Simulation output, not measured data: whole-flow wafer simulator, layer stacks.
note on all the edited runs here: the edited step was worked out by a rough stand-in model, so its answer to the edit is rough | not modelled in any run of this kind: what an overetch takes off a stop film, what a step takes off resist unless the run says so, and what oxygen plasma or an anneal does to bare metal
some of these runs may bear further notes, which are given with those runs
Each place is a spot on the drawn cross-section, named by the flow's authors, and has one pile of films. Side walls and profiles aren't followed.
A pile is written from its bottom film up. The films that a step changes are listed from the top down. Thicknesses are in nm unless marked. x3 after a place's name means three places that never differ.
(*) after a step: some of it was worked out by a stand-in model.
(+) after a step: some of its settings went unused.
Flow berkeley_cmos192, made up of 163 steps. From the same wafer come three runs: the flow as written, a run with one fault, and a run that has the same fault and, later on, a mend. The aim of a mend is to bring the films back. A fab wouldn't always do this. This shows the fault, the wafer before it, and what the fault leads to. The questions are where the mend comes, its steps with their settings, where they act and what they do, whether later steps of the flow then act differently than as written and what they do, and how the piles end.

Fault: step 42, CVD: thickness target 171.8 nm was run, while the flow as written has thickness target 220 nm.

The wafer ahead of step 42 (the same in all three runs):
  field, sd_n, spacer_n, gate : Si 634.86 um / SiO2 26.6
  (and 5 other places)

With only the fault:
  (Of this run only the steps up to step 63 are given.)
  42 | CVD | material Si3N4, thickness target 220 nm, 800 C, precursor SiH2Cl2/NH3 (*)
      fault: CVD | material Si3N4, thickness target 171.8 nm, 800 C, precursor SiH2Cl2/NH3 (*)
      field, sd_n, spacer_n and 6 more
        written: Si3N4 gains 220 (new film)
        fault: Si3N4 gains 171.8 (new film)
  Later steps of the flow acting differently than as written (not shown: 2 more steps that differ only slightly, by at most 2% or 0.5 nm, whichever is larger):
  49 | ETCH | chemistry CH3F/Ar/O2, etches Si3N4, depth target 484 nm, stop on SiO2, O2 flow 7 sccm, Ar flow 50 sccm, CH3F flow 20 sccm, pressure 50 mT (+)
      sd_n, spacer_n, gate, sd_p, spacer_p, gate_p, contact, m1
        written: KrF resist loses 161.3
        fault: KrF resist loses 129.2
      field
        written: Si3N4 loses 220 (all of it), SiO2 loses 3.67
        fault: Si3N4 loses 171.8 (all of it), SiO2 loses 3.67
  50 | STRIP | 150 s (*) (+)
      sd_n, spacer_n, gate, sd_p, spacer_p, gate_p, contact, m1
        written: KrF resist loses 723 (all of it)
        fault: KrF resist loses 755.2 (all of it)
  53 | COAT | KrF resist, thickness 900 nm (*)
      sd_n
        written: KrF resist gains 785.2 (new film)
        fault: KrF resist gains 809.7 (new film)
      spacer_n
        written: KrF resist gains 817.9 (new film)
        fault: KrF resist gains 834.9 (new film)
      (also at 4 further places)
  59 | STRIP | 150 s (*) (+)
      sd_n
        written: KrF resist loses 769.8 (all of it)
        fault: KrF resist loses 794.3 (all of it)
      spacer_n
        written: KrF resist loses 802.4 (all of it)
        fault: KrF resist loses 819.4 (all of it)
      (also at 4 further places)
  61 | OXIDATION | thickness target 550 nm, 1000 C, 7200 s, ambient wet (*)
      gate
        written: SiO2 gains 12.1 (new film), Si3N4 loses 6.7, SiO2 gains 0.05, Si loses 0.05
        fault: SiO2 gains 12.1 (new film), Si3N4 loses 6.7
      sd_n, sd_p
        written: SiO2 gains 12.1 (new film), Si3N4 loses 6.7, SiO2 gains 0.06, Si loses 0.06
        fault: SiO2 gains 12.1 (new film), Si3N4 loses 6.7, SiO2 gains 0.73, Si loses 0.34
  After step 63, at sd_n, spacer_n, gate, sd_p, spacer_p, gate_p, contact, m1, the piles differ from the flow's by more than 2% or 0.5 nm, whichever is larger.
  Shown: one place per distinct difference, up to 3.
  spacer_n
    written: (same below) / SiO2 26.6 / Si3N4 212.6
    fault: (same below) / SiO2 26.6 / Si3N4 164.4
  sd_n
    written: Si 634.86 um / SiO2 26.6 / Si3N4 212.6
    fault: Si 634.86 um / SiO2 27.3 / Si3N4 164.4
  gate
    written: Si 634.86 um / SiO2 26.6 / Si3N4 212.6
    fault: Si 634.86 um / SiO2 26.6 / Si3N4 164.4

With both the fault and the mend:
  After step 42 comes the mend.
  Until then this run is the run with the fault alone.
  42a | ETCH | chemistry h3po4, depth target 197.6 nm
      field, sd_n, spacer_n and 6 more
        Si3N4 loses 171.8 (all of it)
  42b | CLEAN | chemistry SPM (the flow's step 34, run once more)
      alters no film at any place that is followed
  42c | CVD | material Si3N4, thickness target 220 nm, 800 C, precursor SiH2Cl2/NH3 (*) (the flow's step 42, run once more)
      field, sd_n, spacer_n and 6 more
        Si3N4 gains 220 (new film)
  None of the later steps of the flow acts differently than as written at any place that is followed.
  The piles end the same as the flow's at every place that both follow.
